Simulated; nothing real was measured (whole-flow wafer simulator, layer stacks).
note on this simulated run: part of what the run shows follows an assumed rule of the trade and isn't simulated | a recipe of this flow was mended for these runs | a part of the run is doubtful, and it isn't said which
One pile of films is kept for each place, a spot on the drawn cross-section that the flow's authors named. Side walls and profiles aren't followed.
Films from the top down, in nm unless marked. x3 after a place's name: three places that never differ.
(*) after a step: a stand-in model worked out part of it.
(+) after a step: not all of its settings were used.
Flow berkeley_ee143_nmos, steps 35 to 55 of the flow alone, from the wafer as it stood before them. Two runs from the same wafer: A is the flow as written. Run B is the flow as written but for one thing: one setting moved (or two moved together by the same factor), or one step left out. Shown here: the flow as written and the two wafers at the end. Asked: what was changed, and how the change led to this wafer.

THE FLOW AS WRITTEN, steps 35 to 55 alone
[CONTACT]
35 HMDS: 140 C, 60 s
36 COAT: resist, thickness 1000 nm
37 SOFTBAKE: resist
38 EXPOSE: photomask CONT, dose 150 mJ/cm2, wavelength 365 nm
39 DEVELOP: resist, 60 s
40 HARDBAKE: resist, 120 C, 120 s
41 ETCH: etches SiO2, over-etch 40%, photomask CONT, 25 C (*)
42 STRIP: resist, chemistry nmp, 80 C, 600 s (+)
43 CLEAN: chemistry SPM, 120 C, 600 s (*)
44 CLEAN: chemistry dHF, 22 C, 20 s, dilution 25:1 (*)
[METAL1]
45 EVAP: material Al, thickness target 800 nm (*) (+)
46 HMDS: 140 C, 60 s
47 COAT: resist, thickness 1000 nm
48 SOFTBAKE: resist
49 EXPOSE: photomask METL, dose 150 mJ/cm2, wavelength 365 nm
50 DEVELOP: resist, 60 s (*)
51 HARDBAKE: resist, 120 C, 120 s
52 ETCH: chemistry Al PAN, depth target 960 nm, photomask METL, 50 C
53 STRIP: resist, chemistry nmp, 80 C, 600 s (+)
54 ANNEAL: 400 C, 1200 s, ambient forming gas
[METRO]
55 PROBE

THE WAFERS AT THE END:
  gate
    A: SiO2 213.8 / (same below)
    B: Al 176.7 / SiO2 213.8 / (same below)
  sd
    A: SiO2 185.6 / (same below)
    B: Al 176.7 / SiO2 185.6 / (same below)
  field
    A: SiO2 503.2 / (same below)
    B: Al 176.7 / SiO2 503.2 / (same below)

The cause: step 45, EVAP: thickness target 1150 nm was run, where the flow has thickness target 800 nm.

How the change led to this, step by step:
  45 EVAP: material Al, thickness target 800 nm (*) (+)
      gate, sd, contact, field: A Al +800 (new film) | B Al +1150 (new film)
  52 ETCH: chemistry Al PAN, depth target 960 nm, photomask METL, 50 C
      gate, sd, field: A Al -786.7 (all of it) | B Al -960
Counting metal films that touch as one body, gate has 1 body; the flow as written gives 0 bodies.
Counting metal films that touch as one body, sd has 1 body; the flow as written gives 0 bodies.
Counting metal films that touch as one body, field has 1 body; the flow as written gives 0 bodies.
